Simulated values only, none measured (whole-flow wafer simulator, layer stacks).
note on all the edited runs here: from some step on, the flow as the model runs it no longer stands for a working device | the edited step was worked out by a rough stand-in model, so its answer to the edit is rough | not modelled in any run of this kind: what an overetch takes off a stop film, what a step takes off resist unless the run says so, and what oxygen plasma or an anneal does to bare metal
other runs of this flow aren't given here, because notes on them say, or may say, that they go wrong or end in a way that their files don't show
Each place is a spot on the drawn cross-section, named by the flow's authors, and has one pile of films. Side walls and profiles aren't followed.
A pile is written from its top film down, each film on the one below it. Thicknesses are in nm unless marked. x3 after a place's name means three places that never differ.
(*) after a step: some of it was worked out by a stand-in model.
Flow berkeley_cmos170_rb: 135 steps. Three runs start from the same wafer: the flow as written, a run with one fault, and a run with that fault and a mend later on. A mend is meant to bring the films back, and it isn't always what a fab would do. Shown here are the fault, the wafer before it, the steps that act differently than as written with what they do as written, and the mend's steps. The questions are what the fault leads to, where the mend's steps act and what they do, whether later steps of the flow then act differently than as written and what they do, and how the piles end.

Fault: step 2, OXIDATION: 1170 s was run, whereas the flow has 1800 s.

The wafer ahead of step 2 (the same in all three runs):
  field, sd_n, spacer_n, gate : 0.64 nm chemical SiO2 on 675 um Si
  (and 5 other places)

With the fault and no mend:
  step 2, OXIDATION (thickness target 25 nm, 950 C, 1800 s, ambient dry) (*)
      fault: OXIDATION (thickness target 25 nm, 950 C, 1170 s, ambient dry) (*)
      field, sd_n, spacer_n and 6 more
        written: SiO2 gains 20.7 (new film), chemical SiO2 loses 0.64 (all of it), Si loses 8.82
        fault: SiO2 gains 16 (new film), chemical SiO2 loses 0.64 (all of it), Si loses 6.74
  Steps later in the flow that act otherwise than as written:
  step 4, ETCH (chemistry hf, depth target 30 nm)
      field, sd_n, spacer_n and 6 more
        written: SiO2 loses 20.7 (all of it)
        fault: SiO2 loses 16 (all of it)
  The piles end only slightly different from the flow's at the places that both follow, by no more than 2% or 0.5 nm, whichever is larger.

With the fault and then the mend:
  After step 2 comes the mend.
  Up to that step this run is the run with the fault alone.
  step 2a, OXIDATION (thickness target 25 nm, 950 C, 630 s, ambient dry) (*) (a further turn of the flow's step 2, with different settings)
      field, sd_n, spacer_n and 6 more
        SiO2 gains 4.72, Si loses 2.08
  None of the later steps of the flow acts differently than as written at any place that is followed.
  By the end, the piles equal the flow's at every place that both follow.
